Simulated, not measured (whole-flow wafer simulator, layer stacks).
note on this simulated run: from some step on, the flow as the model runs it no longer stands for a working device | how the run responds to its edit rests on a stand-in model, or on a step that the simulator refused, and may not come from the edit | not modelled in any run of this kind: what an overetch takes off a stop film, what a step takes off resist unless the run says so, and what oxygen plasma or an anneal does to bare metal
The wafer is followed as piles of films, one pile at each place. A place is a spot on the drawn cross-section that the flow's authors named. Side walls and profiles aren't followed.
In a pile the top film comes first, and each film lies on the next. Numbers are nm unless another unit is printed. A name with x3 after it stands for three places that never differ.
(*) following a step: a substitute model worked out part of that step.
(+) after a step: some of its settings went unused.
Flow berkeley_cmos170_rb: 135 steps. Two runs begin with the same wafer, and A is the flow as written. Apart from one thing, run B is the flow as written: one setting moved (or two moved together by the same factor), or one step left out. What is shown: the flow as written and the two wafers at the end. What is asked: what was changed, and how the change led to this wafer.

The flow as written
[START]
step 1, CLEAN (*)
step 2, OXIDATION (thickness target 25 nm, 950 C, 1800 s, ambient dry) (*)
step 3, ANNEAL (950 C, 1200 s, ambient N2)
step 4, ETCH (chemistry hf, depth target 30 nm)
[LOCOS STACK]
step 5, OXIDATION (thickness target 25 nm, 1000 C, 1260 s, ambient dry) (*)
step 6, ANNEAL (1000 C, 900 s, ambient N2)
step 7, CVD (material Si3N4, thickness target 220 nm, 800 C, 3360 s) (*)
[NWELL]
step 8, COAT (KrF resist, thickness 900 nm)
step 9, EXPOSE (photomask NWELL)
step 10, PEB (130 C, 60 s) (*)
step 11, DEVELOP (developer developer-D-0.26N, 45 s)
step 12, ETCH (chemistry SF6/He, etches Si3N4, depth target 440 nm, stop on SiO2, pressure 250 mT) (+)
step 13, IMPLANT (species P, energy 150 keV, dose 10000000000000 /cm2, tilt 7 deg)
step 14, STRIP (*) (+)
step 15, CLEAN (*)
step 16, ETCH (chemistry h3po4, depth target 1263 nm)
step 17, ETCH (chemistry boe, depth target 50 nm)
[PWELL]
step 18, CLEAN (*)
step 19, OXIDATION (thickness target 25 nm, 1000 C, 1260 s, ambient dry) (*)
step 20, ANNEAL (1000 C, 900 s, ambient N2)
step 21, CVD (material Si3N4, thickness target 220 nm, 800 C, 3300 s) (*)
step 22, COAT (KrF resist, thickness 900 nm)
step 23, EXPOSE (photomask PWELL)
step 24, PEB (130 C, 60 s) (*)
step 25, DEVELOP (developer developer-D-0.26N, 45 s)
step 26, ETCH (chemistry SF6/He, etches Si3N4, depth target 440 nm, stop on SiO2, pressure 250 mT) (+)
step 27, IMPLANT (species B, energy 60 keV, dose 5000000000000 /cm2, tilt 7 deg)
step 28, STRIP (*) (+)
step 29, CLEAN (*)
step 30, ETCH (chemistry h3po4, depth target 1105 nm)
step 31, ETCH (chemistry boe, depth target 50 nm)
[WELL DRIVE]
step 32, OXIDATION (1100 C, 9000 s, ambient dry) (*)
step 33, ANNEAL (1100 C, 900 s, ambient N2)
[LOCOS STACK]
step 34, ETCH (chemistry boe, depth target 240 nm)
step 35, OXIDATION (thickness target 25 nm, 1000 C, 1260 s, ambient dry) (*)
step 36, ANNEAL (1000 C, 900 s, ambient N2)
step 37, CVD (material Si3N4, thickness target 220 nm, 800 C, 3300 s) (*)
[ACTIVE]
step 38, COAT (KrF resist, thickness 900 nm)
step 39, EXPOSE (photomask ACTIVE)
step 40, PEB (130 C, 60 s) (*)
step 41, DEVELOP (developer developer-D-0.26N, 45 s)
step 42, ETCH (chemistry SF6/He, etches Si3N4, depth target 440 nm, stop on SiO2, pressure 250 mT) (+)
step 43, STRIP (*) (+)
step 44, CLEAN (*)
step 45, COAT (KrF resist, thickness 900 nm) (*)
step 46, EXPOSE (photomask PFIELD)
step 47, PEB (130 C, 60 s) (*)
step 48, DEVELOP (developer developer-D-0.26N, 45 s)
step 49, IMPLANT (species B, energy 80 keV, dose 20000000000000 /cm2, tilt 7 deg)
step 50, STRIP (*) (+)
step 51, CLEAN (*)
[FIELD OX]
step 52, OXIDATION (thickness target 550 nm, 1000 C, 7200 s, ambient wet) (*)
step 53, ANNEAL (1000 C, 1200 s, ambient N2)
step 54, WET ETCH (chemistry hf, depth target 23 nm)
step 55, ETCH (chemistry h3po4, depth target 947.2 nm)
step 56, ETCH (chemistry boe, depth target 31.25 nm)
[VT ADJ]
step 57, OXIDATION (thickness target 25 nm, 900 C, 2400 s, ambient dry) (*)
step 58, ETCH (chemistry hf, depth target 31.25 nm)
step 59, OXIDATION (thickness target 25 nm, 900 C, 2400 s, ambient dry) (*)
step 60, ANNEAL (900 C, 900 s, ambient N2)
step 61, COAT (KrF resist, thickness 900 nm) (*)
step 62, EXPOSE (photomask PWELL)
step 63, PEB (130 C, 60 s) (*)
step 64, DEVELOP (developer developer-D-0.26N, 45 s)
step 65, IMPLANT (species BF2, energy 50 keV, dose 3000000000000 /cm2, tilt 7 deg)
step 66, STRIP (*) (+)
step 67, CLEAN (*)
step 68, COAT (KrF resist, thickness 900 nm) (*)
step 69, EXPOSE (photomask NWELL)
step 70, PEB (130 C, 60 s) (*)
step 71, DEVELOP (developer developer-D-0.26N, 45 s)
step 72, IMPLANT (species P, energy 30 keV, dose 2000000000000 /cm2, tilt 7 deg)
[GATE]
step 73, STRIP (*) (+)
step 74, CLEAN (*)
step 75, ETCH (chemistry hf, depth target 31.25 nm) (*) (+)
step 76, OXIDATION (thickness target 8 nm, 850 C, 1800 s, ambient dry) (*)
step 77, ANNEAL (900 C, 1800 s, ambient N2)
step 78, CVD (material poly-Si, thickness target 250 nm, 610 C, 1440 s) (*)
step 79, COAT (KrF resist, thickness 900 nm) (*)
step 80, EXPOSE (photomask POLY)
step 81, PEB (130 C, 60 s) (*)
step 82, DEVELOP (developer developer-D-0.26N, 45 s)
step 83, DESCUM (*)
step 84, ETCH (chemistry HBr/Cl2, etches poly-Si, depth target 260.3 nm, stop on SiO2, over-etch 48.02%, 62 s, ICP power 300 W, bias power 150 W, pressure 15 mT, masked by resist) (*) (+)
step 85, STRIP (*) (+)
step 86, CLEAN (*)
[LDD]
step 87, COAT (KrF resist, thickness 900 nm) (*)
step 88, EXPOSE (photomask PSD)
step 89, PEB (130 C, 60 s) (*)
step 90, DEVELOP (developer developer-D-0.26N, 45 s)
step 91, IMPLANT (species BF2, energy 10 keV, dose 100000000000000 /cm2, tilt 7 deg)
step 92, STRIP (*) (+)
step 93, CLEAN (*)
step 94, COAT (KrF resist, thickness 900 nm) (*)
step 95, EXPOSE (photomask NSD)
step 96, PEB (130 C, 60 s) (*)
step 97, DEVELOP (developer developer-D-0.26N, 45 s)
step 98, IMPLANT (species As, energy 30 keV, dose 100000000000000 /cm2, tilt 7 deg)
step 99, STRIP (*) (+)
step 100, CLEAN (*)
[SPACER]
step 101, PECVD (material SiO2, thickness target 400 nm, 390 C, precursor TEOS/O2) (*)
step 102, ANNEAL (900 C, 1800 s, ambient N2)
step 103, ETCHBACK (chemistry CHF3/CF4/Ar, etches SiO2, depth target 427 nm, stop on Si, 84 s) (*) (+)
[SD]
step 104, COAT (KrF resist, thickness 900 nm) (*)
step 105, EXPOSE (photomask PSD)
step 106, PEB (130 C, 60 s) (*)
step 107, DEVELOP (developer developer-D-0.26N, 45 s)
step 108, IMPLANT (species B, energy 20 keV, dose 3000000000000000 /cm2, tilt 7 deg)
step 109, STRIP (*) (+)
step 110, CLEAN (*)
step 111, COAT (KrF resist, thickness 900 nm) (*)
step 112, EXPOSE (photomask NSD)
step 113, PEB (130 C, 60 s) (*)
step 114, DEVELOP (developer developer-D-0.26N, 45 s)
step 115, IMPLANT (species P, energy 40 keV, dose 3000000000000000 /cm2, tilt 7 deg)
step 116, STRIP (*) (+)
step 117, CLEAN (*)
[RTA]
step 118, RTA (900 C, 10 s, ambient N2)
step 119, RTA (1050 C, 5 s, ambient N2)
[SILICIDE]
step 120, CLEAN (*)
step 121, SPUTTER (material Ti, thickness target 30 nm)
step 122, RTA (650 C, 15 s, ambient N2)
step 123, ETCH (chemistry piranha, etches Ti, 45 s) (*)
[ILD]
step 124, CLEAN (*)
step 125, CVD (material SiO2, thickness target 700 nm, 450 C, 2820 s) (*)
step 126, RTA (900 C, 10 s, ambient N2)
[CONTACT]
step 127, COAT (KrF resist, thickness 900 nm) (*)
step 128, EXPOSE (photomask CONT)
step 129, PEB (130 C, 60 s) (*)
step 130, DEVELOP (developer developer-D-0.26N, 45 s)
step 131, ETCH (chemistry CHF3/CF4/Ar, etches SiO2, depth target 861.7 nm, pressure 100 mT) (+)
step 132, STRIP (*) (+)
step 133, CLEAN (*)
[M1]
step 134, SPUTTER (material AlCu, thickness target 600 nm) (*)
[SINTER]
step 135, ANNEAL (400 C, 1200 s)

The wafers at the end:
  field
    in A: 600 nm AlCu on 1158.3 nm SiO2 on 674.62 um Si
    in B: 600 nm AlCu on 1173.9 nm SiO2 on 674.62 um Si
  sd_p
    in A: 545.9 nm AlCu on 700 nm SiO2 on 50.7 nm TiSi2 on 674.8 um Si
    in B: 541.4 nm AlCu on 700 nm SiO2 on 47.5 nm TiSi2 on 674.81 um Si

Cause: step 38, COAT: thickness 450 nm was run, whereas the flow has thickness 900 nm; step 58, ETCH: depth target 15.62 nm was run, where the flow has depth target 31.25 nm.

How this came from the change, step by step:
  step 38, COAT (KrF resist, thickness 900 nm)
      field, sd_n, spacer_n and 6 more: A KrF resist gains 900 (new film) | B KrF resist gains 450 (new film)
  step 41, DEVELOP (developer developer-D-0.26N, 45 s)
      field: A KrF resist loses 900 (all of it) | B KrF resist loses 450 (all of it)
  step 43, STRIP (*) (+)
      sd_n, spacer_n, gate, sd_p, spacer_p, gate_p, contact, m1: A KrF resist loses 527.1 (all of it) | B KrF resist loses 77.1 (all of it)
  step 58, ETCH (chemistry hf, depth target 31.25 nm)
      field: A SiO2 loses 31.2 | B SiO2 loses 15.6
  step 121, SPUTTER (material Ti, thickness target 30 nm)
      sd_p: A Ti gains 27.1 (new film) | B Ti gains 25.4 (new film)
  step 122, RTA (650 C, 15 s, ambient N2)
      sd_p: A Ti loses 21.1, TiSi first gains 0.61 (new film), TiSi2 C49 gains 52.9 (new film), Si loses 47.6 | B Ti loses 19.8, TiSi2 C49 gains 50.4 (new film), Si loses 45
  step 126, RTA (900 C, 10 s, ambient N2)
      sd_p: A under 1 film: TiSi2 gains 50.7 (new film), TiSi first loses 0.61 (all of it), TiSi2 C49 loses 52.9 (all of it), Si loses 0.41 | B under 1 film: TiSi2 gains 47.5 (new film), TiSi2 C49 loses 50.4 (all of it)
